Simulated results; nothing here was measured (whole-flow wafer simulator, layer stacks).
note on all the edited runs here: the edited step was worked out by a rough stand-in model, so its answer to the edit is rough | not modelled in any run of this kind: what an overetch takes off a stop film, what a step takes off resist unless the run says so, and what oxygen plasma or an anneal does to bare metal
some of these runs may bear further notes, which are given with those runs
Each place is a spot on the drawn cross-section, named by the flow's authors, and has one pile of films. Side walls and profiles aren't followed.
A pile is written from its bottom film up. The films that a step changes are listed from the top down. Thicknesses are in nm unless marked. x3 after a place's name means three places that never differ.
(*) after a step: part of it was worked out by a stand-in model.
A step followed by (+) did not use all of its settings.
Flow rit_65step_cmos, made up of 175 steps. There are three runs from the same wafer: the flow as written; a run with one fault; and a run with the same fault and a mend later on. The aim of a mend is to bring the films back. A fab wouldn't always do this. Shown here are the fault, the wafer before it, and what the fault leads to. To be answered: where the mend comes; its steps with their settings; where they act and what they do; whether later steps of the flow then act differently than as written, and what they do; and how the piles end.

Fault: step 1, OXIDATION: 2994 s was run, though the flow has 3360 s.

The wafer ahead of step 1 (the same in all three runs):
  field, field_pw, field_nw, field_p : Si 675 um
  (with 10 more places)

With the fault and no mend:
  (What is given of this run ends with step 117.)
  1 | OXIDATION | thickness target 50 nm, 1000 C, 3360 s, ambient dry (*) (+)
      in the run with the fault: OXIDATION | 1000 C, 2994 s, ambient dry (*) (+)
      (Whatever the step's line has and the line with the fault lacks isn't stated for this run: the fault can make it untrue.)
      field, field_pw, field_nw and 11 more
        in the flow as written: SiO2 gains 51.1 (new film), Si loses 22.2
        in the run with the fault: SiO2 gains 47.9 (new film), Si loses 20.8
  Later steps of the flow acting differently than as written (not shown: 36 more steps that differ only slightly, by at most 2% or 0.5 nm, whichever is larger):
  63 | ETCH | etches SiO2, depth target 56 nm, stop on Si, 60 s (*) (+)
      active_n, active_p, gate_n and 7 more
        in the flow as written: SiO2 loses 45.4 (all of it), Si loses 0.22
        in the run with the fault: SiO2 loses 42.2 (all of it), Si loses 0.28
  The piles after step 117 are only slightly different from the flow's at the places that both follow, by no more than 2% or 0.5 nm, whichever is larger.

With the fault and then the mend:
  The mend follows step 2.
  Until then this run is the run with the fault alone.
  2a | ETCH | depth target 55 nm, 21.5 C, 61 s
      field, field_pw, field_nw and 11 more
        SiO2 loses 47.9 (all of it)
  2b | CLEAN | chemistry SC2, 75 C, 600 s
      field, field_pw, field_nw and 11 more
        chemical SiO2 gains 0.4 (new film), Si loses 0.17
  2c | OXIDATION | 1000 C, 3360 s, ambient dry (*) (the flow's step 1 again, with other settings)
      field, field_pw, field_nw and 11 more
        SiO2 gains 51 (new film), chemical SiO2 loses 0.4 (all of it), Si loses 22.3
  Later steps of the flow acting differently than as written (not shown: 17 more steps that differ only slightly, by at most 2% or 0.5 nm, whichever is larger):
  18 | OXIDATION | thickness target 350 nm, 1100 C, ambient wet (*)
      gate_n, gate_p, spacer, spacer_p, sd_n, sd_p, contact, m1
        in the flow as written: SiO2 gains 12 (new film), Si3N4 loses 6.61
        in the run with the mend: SiO2 gains 12 (new film), Si3N4 loses 6.61, SiO2 gains 0.03
  The piles end only slightly different from the flow's at the places that both follow, by no more than 2% or 0.5 nm, whichever is larger.
